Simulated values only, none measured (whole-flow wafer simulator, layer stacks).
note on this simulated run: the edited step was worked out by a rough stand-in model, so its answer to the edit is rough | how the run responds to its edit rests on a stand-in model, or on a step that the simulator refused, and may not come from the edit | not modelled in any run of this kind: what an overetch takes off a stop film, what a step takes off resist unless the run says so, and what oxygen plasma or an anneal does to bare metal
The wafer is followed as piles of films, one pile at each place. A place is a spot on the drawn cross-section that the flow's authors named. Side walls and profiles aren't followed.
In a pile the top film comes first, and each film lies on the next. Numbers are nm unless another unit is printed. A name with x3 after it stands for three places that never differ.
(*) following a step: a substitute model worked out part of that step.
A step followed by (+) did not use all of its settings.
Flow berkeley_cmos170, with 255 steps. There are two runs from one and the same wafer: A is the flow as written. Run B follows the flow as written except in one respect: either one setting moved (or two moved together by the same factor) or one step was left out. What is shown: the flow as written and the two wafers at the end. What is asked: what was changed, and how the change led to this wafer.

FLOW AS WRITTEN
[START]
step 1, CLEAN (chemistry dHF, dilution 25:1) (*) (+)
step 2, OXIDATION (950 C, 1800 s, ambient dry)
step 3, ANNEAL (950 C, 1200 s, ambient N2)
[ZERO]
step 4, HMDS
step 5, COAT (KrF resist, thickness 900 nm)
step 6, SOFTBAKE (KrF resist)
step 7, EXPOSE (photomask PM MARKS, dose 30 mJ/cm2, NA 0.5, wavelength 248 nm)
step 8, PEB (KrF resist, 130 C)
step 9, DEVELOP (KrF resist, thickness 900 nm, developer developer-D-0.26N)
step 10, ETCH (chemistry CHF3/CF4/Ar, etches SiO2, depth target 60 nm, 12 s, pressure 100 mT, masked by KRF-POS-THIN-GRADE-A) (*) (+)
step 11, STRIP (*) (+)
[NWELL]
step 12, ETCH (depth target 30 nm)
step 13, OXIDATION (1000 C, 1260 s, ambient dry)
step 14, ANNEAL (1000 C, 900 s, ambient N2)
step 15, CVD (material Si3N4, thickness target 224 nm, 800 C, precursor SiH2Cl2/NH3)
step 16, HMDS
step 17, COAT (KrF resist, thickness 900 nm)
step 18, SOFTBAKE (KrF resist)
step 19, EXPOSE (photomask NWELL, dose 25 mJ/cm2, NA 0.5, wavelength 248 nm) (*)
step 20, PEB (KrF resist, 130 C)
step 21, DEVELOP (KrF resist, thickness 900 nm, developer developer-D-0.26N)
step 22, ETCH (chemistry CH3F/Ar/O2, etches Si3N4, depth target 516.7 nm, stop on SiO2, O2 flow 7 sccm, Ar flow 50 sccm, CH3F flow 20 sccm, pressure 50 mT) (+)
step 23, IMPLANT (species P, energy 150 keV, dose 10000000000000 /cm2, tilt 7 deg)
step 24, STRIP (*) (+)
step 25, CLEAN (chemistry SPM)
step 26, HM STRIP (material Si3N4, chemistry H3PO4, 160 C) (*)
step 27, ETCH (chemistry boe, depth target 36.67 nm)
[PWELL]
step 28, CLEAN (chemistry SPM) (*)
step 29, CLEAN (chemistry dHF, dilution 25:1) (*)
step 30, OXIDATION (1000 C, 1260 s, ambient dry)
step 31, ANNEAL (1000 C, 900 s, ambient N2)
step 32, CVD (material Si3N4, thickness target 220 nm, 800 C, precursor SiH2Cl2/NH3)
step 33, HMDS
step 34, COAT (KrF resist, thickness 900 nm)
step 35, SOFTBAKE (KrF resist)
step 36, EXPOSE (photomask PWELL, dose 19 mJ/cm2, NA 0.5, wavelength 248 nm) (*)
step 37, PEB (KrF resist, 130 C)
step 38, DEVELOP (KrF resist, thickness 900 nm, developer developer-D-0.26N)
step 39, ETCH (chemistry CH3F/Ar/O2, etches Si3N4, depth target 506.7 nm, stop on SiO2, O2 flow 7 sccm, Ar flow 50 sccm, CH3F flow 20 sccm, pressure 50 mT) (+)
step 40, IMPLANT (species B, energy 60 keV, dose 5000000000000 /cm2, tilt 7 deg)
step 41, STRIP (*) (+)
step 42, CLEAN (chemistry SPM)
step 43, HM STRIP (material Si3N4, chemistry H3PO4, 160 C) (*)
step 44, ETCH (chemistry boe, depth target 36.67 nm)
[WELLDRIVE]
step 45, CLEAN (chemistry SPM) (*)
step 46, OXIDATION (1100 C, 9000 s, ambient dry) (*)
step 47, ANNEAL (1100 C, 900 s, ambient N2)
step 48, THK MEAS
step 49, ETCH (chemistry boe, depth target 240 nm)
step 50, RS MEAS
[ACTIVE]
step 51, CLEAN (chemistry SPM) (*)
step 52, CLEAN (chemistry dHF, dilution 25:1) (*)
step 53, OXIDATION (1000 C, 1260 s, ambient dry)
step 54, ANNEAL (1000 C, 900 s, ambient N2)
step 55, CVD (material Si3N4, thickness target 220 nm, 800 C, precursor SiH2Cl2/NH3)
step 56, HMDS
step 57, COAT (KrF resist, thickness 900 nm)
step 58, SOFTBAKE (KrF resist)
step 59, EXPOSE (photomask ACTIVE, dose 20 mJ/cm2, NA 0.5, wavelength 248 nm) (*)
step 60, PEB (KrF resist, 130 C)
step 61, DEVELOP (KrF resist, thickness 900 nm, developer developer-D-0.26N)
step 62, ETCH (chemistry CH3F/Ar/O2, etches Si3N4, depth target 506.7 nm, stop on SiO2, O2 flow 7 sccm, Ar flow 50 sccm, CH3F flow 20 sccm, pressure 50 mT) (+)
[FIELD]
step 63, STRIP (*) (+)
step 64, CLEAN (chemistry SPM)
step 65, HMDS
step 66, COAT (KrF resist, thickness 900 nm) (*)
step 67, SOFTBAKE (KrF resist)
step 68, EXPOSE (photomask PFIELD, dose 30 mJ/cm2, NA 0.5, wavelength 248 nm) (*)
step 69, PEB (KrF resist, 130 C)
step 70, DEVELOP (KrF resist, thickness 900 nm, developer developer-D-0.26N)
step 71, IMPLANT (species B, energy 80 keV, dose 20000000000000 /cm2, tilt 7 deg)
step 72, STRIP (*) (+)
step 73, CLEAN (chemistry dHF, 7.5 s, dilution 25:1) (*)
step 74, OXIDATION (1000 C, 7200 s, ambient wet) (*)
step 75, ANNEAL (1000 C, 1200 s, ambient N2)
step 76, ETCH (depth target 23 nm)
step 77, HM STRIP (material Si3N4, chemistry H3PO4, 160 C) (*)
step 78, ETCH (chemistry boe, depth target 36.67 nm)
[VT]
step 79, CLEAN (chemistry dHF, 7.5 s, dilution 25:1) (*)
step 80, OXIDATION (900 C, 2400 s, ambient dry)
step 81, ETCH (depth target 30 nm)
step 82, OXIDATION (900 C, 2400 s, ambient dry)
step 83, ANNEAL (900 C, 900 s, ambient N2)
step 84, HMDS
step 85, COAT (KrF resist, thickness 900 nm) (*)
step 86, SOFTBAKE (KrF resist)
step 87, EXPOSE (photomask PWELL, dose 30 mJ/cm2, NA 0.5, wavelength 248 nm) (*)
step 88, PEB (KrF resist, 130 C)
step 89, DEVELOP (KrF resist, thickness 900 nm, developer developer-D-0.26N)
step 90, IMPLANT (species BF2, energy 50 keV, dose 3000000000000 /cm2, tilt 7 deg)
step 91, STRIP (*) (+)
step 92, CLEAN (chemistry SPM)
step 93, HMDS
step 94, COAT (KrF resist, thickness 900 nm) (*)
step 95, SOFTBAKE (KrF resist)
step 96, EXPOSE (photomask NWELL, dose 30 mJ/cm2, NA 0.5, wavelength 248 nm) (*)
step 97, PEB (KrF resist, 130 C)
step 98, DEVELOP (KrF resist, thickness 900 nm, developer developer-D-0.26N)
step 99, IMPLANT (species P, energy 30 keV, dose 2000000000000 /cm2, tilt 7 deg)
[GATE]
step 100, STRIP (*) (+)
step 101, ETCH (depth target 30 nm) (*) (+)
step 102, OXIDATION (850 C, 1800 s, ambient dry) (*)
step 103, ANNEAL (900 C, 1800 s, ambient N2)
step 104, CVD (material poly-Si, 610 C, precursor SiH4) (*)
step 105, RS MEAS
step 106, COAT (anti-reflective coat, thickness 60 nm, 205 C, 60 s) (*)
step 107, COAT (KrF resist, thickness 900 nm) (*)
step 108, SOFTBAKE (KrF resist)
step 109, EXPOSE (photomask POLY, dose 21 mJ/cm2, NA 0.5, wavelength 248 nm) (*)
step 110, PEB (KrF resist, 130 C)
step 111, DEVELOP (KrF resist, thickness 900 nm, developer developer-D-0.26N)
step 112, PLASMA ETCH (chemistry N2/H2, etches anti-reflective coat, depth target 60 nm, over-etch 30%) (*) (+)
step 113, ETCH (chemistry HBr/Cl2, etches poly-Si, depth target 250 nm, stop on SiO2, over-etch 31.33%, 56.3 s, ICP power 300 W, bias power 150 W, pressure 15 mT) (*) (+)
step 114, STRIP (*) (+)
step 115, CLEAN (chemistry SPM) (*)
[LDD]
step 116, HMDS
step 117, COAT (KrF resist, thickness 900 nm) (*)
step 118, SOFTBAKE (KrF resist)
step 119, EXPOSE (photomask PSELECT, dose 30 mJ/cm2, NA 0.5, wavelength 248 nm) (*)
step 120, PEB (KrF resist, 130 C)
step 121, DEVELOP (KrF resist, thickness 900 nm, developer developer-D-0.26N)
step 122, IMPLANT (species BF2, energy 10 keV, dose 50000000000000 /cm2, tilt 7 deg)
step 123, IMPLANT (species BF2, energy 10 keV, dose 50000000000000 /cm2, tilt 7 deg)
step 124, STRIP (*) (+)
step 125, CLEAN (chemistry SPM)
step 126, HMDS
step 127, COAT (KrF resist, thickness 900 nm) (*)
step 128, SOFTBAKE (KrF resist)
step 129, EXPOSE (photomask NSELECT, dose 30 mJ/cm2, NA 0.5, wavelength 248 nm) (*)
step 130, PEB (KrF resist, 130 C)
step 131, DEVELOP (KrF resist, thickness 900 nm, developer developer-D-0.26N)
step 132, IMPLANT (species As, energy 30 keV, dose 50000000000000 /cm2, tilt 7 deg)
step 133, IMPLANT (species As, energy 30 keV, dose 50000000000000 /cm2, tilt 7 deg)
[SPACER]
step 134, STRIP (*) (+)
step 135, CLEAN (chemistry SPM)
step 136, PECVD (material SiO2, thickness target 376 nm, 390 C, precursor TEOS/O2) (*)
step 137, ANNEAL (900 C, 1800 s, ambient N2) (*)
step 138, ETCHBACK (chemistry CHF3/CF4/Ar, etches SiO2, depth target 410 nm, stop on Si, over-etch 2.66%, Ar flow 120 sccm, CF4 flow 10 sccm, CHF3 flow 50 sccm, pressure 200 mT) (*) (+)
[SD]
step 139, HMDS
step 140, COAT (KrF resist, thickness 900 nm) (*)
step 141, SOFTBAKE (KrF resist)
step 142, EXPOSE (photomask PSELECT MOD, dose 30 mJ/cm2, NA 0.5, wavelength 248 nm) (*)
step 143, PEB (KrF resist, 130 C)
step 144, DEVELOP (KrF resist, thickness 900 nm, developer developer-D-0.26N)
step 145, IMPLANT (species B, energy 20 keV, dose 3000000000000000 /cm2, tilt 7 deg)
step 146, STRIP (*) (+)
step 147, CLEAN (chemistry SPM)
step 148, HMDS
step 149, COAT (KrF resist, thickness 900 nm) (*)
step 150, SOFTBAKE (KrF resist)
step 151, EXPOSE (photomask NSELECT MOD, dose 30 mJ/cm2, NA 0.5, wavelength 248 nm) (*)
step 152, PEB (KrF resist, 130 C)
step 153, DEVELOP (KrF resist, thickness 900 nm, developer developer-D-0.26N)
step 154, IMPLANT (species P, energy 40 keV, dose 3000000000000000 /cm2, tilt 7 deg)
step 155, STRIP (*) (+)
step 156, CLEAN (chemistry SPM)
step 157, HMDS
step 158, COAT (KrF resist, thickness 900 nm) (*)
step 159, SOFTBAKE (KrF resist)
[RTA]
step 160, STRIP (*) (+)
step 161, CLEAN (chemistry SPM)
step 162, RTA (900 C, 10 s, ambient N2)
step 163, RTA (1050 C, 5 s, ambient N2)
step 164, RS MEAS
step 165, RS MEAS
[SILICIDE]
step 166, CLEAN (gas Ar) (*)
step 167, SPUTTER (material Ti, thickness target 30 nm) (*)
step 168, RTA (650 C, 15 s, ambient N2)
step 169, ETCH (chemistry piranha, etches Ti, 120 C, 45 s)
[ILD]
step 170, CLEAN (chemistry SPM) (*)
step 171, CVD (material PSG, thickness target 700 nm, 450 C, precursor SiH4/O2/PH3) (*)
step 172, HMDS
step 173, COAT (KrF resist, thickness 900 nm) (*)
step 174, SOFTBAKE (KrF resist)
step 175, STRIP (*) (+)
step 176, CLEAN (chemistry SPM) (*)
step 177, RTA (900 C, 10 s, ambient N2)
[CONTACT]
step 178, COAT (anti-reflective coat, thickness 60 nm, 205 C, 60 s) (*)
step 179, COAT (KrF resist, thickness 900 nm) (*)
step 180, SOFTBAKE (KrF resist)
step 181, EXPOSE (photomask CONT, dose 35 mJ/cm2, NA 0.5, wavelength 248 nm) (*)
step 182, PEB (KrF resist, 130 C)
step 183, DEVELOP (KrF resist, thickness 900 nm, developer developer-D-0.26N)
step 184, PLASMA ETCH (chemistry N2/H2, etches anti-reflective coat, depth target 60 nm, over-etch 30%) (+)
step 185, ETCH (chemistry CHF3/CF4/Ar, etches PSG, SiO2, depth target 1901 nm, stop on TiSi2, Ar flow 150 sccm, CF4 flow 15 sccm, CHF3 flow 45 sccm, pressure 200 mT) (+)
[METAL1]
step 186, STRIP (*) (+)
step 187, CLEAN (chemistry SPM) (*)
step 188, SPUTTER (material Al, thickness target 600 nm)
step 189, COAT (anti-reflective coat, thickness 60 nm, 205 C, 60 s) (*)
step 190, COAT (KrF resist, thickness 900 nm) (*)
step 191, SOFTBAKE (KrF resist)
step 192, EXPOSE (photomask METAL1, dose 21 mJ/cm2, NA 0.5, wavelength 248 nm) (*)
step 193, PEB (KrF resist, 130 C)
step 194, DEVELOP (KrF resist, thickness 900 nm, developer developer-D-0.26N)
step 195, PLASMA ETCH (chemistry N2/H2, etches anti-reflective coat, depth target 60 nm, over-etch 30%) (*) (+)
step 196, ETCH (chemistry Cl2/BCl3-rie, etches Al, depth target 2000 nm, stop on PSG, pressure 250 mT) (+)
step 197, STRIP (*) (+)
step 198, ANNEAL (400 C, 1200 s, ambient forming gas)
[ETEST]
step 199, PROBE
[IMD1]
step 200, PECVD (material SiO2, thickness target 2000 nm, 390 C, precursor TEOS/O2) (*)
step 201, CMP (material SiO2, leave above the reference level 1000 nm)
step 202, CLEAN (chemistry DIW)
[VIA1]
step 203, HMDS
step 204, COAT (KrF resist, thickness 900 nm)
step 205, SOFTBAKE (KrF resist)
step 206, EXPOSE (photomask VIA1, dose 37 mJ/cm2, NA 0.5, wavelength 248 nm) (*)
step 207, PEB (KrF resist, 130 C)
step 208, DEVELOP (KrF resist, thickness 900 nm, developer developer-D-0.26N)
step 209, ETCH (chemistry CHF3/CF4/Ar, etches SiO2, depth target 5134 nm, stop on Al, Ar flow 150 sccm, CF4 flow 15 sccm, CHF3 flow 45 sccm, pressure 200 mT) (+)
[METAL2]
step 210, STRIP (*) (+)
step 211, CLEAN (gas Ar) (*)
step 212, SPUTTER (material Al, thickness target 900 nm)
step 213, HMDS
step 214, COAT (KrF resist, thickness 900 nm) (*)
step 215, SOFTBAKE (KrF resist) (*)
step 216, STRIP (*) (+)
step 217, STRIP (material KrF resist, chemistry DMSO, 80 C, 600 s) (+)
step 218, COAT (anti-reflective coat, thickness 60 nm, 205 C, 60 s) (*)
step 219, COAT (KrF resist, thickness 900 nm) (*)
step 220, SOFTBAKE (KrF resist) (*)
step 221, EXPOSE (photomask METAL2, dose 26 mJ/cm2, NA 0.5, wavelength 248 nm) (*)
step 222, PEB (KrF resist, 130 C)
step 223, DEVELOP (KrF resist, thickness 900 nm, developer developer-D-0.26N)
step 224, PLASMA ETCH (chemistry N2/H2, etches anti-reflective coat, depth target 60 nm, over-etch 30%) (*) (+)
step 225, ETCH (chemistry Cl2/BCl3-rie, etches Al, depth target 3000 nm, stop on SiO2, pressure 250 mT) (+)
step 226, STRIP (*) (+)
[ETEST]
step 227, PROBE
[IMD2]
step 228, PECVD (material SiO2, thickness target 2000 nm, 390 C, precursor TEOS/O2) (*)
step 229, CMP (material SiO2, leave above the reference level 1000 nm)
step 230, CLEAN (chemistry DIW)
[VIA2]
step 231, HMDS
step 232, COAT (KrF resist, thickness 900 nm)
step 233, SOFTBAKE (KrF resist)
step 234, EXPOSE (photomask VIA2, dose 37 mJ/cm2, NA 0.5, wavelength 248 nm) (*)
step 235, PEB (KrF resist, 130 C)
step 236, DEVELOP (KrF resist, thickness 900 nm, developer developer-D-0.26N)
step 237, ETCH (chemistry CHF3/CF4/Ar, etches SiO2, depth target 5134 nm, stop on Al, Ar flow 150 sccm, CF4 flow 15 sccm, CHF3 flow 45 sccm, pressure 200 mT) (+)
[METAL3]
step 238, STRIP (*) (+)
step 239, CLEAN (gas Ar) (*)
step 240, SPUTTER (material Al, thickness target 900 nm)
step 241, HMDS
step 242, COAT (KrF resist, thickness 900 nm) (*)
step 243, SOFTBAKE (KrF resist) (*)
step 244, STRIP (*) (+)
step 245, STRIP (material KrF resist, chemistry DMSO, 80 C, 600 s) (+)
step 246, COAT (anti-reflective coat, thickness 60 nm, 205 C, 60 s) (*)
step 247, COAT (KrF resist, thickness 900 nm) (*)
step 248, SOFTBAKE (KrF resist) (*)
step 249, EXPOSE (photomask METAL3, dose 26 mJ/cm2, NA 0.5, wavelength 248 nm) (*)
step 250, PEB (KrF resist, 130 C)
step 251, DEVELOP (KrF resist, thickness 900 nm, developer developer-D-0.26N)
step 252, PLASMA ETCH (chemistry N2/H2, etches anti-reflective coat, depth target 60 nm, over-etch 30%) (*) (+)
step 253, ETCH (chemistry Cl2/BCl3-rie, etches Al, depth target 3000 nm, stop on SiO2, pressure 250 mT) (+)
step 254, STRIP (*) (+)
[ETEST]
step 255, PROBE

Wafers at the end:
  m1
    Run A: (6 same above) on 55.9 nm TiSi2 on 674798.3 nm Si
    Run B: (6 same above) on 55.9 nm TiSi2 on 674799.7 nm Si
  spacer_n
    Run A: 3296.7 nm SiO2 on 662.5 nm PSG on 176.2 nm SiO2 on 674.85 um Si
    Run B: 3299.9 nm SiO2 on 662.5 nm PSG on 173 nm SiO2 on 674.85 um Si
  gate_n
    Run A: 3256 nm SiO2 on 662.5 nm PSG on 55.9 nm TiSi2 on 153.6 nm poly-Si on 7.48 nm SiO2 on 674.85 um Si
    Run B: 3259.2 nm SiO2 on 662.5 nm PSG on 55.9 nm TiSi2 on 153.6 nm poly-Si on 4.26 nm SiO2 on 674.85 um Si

Cause: step 102, OXIDATION: 793 C was run, though the flow has 850 C.

Step by step, how the change led to this:
  step 102, OXIDATION (850 C, 1800 s, ambient dry) (*)
      sd_n, spacer_n, gate_n and 8 more: A SiO2 gains 7.48 (new film), Si loses 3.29 | B SiO2 gains 4.26 (new film), Si loses 1.88
